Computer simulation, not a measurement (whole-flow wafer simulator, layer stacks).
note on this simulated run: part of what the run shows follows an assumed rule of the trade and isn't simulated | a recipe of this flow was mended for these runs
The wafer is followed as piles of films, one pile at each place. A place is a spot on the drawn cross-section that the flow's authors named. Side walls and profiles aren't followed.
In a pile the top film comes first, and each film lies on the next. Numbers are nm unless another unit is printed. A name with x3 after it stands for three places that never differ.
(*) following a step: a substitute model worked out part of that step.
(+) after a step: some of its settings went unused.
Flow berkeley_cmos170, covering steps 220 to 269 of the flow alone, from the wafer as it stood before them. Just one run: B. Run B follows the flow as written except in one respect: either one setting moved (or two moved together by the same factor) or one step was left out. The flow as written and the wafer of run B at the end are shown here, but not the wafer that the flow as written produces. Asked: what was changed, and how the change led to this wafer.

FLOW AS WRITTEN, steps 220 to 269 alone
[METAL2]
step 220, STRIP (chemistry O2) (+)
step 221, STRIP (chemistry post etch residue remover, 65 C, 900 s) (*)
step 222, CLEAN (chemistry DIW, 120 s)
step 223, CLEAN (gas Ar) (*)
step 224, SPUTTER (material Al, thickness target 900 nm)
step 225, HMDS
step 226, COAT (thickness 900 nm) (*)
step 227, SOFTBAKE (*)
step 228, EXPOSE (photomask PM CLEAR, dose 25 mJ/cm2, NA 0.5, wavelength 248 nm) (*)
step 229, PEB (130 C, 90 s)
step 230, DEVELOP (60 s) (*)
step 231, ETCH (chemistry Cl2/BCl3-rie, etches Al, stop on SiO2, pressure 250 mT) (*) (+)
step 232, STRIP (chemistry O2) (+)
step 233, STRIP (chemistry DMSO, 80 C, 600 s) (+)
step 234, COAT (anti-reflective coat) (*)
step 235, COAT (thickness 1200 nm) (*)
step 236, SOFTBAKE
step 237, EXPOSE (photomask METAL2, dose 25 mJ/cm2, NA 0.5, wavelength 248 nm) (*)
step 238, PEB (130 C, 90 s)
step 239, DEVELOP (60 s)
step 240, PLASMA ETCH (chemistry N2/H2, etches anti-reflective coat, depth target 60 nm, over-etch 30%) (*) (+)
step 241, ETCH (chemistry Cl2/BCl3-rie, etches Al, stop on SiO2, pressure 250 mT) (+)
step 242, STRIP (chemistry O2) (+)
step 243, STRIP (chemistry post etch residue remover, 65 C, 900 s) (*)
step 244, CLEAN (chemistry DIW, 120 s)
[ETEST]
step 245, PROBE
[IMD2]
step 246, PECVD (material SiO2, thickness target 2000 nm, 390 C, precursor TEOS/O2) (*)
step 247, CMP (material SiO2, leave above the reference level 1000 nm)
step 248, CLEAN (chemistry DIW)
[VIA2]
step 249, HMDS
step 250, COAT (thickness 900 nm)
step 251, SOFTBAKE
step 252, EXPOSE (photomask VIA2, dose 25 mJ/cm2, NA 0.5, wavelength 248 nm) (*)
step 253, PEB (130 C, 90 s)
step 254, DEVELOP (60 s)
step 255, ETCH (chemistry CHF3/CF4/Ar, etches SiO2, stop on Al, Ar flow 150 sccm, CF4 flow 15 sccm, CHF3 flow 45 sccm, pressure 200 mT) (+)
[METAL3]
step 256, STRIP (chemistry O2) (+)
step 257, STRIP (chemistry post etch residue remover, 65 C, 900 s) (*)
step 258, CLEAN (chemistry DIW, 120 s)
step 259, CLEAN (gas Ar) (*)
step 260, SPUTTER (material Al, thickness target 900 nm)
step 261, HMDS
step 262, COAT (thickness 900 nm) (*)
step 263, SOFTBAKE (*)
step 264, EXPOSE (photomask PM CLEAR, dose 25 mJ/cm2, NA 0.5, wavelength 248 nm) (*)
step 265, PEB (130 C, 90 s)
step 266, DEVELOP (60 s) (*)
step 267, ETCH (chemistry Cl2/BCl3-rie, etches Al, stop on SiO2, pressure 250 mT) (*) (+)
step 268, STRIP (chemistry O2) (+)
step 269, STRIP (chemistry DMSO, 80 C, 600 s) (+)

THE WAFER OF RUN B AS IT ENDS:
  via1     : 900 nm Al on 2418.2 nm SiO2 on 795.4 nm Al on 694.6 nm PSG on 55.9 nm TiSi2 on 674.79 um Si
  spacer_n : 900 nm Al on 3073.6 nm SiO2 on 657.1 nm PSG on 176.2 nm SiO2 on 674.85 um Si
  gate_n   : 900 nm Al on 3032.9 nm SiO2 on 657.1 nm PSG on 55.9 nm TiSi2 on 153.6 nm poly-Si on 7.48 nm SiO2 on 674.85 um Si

What caused this: step 224, SPUTTER: thickness target 630 nm was run, though the flow has thickness target 900 nm.

How this came from the change, step by step:
  step 224, SPUTTER (material Al, thickness target 900 nm)
      field, mark, sd_n and 9 more: +630 Al (new film) (it would be, as written: +900 Al (new film))
      via1: +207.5 Al (it would be, as written: +259.4 Al)
  step 226, COAT (thickness 900 nm) (*)
      via1: +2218 KrF-resist (new film) (it would be, as written: +2428.6 KrF-resist (new film))
  step 229, PEB (130 C, 90 s)
      via1: -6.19 KrF-resist (it would be, as written: -7.55 KrF-resist)
  step 231, ETCH (chemistry Cl2/BCl3-rie, etches Al, stop on SiO2, pressure 250 mT) (*) (+)
      field, sd_n, spacer_n and 9 more: -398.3 KrF-resist (it would be, as written: -533.3 KrF-resist)
      mark: -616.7 Al (all of it), -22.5 SiO2 (it would be, as written: -886.7 Al (all of it), -22.5 SiO2)
  step 232, STRIP (chemistry O2) (+)
      field, spacer_n, gate_n: -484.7 KrF-resist (all of it) (it would be, as written: -349.7 KrF-resist (all of it))
      sd_n: -482.2 KrF-resist (all of it) (it would be, as written: -347 KrF-resist (all of it))
      (as well as at 8 more places)
  step 234, COAT (anti-reflective coat) (*)
      via1: +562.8 anti-reflective coat (new film) (it would be, as written: +671.1 anti-reflective coat (new film))
  step 235, COAT (thickness 1200 nm) (*)
      via1: +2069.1 KrF-resist (new film) (it would be, as written: +2189 KrF-resist (new film))
  step 238, PEB (130 C, 90 s)
      via1: -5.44 KrF-resist (it would be, as written: -6.08 KrF-resist)
  step 241, ETCH (chemistry Cl2/BCl3-rie, etches Al, stop on SiO2, pressure 250 mT) (+)
      field, sd_n, spacer_n, gate_n, sd_p, spacer_p, gate_p: -630 Al (all of it), -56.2 SiO2 (it would be, as written: -900 Al (all of it), -56.2 SiO2)
      contact, m1, via1, m2, via2: -540 KrF-resist (it would be, as written: -675 KrF-resist)
      (as well as at 1 more place)
  step 242, STRIP (chemistry O2) (+)
      contact: -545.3 KrF-resist (all of it), -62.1 anti-reflective coat (all of it) (it would be, as written: -412 KrF-resist (all of it), -62.1 anti-reflective coat (all of it))
      m1: -560.5 KrF-resist (all of it), -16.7 anti-reflective coat (all of it) (it would be, as written: -433.1 KrF-resist (all of it), -16.6 anti-reflective coat (all of it))
      (as well as at 3 more places)
  step 246, PECVD (material SiO2, thickness target 2000 nm, 390 C, precursor TEOS/O2) (*)
      via1: +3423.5 SiO2 (new film) (it would be, as written: +3103.6 SiO2 (new film), +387 void (new film), +151 SiO2 (new film))
  step 247, CMP (material SiO2, leave above the reference level 1000 nm)
      mark: -214.8 SiO2 (it would be, as written: nothing)
      field, sd_n, spacer_n, gate_n, sd_p, spacer_p, gate_p: -316.6 SiO2 (it would be, as written: -46.6 SiO2)
